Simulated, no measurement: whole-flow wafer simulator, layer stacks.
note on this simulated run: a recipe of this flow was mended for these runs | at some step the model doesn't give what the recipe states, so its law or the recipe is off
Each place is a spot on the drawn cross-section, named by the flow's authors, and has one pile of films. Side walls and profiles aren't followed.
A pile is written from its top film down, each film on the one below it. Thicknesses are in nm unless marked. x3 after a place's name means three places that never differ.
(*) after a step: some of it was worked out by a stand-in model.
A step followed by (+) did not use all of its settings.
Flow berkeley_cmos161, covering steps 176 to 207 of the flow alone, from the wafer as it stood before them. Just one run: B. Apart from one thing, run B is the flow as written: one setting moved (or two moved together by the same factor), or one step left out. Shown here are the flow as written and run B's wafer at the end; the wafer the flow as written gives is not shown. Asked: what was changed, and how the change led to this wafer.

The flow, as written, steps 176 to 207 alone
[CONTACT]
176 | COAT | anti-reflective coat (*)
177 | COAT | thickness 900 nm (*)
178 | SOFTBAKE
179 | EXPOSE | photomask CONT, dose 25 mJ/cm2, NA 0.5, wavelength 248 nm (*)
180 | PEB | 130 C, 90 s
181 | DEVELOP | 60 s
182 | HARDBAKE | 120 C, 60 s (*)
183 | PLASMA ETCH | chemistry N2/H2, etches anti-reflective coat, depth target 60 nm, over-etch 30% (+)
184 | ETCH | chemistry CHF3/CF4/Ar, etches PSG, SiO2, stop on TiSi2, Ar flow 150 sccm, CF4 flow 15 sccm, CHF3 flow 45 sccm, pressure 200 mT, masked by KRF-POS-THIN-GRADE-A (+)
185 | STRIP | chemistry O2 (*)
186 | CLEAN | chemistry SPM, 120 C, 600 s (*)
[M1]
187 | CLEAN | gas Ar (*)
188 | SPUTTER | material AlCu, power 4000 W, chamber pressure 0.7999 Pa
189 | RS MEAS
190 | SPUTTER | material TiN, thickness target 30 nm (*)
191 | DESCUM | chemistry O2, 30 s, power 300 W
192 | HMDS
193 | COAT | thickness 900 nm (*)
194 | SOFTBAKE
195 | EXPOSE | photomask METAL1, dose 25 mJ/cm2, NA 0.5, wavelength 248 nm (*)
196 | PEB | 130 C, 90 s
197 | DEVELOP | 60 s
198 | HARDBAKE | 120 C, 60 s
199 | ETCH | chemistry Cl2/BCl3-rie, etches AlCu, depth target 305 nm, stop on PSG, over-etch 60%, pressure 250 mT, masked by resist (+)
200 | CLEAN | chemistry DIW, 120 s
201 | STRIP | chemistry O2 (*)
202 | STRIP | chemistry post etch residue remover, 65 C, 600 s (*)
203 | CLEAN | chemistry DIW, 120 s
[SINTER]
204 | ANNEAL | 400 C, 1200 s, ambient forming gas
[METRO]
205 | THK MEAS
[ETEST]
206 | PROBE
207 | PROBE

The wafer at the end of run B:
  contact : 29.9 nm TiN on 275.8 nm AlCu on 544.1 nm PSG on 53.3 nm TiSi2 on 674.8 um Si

What caused this: step 184, ETCH: chemistry CHF3/CF4/Ar, etches PSG, SiO2, stop on TiSi2, Ar flow 150 sccm, CF4 flow 15 sccm, CHF3 flow 45 sccm, pressure 200 mT, masked by KRF-POS-THIN-GRADE-A (+), was skipped.

Step by step, how the change led to this:
  185 | STRIP | chemistry O2 (*)
      field: -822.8 KrF-resist (all of it), -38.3 anti-reflective coat (all of it) (it would be, as written: -666.4 KrF-resist (all of it), -38.3 anti-reflective coat (all of it))
      sd_n: -850.3 KrF-resist (all of it), -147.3 anti-reflective coat (all of it) (it would be, as written: -693.9 KrF-resist (all of it), -147.3 anti-reflective coat (all of it))
      (and at 6 other places as well)
  187 | CLEAN | gas Ar (*)
      contact: -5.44 PSG (it would be, as written: -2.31 TiSi2)
  188 | SPUTTER | material AlCu, power 4000 W, chamber pressure 0.7999 Pa
      contact: +275.8 AlCu (new film) (it would be, as written: +192.6 AlCu (new film))
  190 | SPUTTER | material TiN, thickness target 30 nm (*)
      contact: +30 TiN (new film) (it would be, as written: +20.6 TiN (new film))
  193 | COAT | thickness 900 nm (*)
      sd_n: +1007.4 KrF-resist (new film) (it would be, as written: +914.9 KrF-resist (new film))
      contact: +985.4 KrF-resist (new film) (it would be, as written: +1497.7 KrF-resist (new film))
      (and at 1 other place as well)
  196 | PEB | 130 C, 90 s
      contact: -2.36 KrF-resist (it would be, as written: -3.87 KrF-resist)
  197 | DEVELOP | 60 s
      sd_n: -1005 KrF-resist (all of it) (it would be, as written: -912.7 KrF-resist (all of it))
  198 | HARDBAKE | 120 C, 60 s
      contact: -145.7 KrF-resist (it would be, as written: -221.9 KrF-resist)
      m1: -147.5 KrF-resist (it would be, as written: -138.5 KrF-resist)
  201 | STRIP | chemistry O2 (*)
      contact: -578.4 KrF-resist (all of it) (it would be, as written: -1013 KrF-resist (all of it))
      m1: -589 KrF-resist (all of it) (it would be, as written: -537.5 KrF-resist (all of it))
